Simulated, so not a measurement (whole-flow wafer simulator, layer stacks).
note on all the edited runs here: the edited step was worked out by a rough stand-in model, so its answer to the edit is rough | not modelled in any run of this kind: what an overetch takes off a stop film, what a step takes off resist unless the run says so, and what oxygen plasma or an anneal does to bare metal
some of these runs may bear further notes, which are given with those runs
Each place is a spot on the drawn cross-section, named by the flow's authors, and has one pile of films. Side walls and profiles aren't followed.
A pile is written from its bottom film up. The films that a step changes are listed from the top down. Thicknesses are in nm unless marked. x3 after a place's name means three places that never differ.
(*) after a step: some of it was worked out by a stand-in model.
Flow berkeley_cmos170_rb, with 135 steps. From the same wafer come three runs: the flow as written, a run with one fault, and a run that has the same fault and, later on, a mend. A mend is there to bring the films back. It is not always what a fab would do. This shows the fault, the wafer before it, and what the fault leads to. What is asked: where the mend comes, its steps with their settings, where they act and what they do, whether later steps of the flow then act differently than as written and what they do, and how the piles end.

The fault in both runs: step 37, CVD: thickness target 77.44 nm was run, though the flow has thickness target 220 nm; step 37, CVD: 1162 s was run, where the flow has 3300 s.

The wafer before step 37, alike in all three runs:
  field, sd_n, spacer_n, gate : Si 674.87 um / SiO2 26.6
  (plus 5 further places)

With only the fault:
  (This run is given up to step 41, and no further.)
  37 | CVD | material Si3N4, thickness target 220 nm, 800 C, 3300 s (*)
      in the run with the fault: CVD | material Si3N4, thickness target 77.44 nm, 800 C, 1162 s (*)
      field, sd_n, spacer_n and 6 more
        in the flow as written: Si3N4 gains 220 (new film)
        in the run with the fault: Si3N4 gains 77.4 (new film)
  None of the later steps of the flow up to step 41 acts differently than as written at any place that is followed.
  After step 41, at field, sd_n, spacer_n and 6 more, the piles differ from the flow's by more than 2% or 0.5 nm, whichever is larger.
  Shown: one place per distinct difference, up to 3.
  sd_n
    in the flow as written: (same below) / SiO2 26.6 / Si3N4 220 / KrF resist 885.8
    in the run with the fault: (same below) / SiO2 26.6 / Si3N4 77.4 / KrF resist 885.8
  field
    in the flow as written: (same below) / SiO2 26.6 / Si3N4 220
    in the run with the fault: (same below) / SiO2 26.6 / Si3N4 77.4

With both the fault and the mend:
  The mend follows step 37.
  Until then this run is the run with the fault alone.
  37a | ETCH | chemistry h3po4, depth target 89.51 nm (the flow's step 30, run once more with other settings)
      field, sd_n, spacer_n and 6 more
        Si3N4 loses 77.4 (all of it)
  37b | CLEAN (*)
      does not change any film at any place that is followed
  37c | CVD | material Si3N4, thickness target 220 nm, 800 C, 3300 s (*) (the flow's step 37, run once more)
      field, sd_n, spacer_n and 6 more
        Si3N4 gains 220 (new film)
  None of the later steps of the flow acts differently than as written at any place that is followed.
  The piles end the same as the flow's at every place that both follow.
